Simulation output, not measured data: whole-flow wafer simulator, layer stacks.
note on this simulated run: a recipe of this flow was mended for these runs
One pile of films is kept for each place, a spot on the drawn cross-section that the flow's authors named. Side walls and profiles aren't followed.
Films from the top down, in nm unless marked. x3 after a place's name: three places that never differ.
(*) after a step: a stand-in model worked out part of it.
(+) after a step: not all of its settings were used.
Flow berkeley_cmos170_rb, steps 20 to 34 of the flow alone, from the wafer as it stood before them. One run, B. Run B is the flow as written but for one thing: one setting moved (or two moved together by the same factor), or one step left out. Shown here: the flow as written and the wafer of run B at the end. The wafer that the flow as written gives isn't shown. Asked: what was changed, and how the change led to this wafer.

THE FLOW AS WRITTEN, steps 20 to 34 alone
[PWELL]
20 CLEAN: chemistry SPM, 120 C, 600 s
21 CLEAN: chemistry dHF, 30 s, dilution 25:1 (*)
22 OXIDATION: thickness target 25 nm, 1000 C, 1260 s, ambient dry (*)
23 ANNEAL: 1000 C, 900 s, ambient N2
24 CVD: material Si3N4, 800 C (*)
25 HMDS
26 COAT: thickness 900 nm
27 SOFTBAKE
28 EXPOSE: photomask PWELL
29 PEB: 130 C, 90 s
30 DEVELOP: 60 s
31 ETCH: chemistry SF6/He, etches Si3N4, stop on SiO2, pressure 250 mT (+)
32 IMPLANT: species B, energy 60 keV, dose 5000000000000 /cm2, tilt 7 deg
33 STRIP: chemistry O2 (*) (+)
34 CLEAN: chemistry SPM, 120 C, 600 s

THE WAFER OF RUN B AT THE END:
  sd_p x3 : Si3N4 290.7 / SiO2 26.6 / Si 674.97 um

The cause: step 24, CVD: 823 C was run, where the flow has 800 C.

How the change led to this, step by step:
  24 CVD: material Si3N4, 800 C (*)
      field x6, sd_p x3: Si3N4 +290.7 (new film) (as written it would be: Si3N4 +220 (new film))
  31 ETCH: chemistry SF6/He, etches Si3N4, stop on SiO2, pressure 250 mT (+)
      field x6: Si3N4 -290.7 (all of it), SiO2 -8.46 (as written it would be: Si3N4 -220 (all of it), SiO2 -8.46)
      sd_p x3: KrF-resist -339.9 (as written it would be: KrF-resist -263)
  33 STRIP: chemistry O2 (*) (+)
      sd_p x3: KrF-resist -543.1 (all of it) (as written it would be: KrF-resist -620 (all of it))
